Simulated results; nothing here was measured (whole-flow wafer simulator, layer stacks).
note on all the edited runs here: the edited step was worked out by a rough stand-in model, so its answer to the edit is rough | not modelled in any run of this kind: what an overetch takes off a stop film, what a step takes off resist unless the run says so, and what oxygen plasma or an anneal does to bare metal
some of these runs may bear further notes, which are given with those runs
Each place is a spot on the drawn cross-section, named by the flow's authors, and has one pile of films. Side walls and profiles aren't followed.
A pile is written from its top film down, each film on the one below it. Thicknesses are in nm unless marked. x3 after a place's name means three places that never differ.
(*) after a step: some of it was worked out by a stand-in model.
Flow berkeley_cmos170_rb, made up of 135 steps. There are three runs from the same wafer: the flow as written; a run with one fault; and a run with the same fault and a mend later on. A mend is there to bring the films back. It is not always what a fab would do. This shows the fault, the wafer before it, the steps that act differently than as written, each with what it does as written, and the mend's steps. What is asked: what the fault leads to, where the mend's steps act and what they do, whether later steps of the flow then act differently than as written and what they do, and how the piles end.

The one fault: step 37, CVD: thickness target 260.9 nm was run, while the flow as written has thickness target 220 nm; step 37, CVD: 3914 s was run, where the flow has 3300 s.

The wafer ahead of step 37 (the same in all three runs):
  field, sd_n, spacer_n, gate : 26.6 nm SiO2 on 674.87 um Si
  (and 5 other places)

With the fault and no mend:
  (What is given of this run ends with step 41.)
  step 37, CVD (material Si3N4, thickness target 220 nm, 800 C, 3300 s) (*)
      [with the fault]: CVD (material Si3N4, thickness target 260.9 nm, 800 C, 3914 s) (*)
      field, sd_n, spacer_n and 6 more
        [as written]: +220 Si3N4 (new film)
        [with the fault]: +260.9 Si3N4 (new film)
  Every later step of the flow up to step 41 that is run acts as written at every place that is followed.
  The piles after step 41 differ from the flow's at field, sd_n, spacer_n and 6 more by more than 2% or 0.5 nm, whichever is larger.
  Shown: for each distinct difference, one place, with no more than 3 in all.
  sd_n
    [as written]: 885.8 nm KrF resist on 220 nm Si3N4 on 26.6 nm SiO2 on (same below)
    [with the fault]: 885.8 nm KrF resist on 260.9 nm Si3N4 on 26.6 nm SiO2 on (same below)
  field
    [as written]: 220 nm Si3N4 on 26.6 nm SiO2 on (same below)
    [with the fault]: 260.9 nm Si3N4 on 26.6 nm SiO2 on (same below)

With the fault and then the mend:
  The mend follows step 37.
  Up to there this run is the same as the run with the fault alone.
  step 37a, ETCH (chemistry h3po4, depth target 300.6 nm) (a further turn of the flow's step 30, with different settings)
      field, sd_n, spacer_n and 6 more
        -260.9 Si3N4 (all of it)
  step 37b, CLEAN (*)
      does not change any film at any place that is followed
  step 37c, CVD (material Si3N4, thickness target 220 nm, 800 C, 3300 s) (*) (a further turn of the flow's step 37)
      field, sd_n, spacer_n and 6 more
        +220 Si3N4 (new film)
  Every later step of the flow that is run acts as written at every place that is followed.
  By the end, the piles equal the flow's at every place that both follow.
